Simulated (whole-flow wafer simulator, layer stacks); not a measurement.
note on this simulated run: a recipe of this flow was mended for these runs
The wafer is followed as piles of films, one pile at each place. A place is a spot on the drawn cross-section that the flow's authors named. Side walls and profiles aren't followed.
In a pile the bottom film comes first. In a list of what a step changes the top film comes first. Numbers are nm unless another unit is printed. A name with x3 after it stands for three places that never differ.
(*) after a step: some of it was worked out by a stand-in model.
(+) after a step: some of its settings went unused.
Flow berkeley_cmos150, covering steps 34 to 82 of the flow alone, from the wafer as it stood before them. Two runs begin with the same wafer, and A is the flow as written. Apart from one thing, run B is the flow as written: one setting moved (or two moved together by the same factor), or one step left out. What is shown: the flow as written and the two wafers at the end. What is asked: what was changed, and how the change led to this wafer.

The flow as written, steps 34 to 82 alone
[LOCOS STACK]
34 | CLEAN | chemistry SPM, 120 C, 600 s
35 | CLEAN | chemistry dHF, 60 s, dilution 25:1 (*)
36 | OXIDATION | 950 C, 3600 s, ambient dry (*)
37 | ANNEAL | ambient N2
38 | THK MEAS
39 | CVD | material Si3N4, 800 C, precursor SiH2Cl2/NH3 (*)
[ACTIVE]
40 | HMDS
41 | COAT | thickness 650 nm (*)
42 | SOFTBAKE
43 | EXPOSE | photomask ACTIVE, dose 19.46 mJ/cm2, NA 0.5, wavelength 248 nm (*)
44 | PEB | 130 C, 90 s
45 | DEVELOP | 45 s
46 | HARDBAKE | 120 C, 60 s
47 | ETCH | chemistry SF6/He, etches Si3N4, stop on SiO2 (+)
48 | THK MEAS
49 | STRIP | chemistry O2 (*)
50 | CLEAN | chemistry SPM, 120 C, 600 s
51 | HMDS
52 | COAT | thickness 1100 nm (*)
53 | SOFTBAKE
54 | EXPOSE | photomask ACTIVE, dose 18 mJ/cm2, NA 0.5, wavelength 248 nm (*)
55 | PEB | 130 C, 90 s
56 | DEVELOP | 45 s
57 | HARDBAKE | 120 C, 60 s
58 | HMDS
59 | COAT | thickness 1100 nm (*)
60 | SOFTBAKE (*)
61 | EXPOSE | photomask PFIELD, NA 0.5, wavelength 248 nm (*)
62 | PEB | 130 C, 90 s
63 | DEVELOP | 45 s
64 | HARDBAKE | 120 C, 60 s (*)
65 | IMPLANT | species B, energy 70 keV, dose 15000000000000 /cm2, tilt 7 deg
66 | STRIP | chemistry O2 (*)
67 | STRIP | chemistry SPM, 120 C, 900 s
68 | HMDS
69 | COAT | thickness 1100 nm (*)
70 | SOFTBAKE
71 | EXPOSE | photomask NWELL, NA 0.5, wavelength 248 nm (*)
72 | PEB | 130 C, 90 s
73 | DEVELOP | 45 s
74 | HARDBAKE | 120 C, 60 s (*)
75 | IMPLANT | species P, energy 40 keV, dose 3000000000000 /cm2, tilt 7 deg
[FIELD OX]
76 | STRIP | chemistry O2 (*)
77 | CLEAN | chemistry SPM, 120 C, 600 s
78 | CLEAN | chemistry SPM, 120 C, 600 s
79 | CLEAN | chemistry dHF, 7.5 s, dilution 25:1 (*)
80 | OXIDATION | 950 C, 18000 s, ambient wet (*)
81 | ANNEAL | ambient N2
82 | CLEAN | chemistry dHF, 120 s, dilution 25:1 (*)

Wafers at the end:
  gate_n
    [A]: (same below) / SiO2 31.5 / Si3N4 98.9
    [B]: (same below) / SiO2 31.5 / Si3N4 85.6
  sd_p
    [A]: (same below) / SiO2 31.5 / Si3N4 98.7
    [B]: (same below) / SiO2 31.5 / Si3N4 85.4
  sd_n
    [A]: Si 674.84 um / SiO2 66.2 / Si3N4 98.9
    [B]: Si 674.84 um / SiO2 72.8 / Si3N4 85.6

What caused this: step 39, CVD: 788 C was run, though the flow has 800 C.

The path from the change to this, step by step:
  39 | CVD | material Si3N4, 800 C, precursor SiH2Cl2/NH3 (*)
      field, field_p, sd_n, gate_n, sd_p, gate_p, contact, m1: A +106 Si3N4 (new film) | B +92.8 Si3N4 (new film)
  47 | ETCH | chemistry SF6/He, etches Si3N4, stop on SiO2 (+)
      sd_n, gate_n, sd_p, gate_p, contact, m1: A -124 KrF-resist | B -109.5 KrF-resist
      field, field_p: A -106 Si3N4 (all of it), -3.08 SiO2 | B -92.8 Si3N4 (all of it), -3.08 SiO2
  49 | STRIP | chemistry O2 (*)
      sd_n: A -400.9 KrF-resist (all of it) | B -415.3 KrF-resist (all of it)
      gate_n: A -409.3 KrF-resist (all of it) | B -423.7 KrF-resist (all of it)
      (also at 4 further places)
  80 | OXIDATION | 950 C, 18000 s, ambient wet (*)
      sd_n: A +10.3 SiO2 (new film), -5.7 Si3N4, +34.7 SiO2, -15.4 Si | B +10.3 SiO2 (new film), -5.7 Si3N4, +41.3 SiO2, -18.4 Si
